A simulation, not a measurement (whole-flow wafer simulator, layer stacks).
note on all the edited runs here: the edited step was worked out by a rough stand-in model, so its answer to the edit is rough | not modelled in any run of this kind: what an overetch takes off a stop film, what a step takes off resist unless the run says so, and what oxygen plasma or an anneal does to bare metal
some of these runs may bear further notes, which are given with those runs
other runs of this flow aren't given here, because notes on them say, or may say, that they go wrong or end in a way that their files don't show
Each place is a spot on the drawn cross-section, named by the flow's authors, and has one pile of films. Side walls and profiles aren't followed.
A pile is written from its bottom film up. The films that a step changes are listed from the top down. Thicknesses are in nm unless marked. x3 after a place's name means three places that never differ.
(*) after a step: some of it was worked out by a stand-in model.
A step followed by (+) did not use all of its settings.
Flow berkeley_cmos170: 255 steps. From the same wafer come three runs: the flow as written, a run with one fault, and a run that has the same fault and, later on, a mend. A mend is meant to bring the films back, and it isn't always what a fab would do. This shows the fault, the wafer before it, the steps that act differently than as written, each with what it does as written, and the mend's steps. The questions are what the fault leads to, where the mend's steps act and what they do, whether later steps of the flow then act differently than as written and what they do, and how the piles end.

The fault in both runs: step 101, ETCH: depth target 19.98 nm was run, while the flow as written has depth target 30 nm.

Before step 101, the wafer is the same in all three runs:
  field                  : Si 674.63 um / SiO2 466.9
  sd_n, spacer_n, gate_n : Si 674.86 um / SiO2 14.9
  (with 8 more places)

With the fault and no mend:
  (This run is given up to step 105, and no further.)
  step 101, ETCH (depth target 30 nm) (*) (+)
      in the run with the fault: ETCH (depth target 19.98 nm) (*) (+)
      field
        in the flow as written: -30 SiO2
        in the run with the fault: -20 SiO2
  None of the later steps of the flow up to step 105 differs from how it acts as written, at any place that is followed, by more than 2% or 0.5 nm, whichever is larger.
  The piles after step 105 differ from the flow's at field by more than 2% or 0.5 nm, whichever is larger.
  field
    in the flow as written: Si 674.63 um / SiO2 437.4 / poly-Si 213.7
    in the run with the fault: Si 674.63 um / SiO2 447.4 / poly-Si 213.7

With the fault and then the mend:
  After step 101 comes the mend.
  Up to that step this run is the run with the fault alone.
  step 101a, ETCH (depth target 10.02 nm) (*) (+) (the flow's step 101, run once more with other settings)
      field
        -10 SiO2
  None of the later steps of the flow acts differently than as written at any place that is followed.
  The piles end the same as the flow's at every place that both follow.
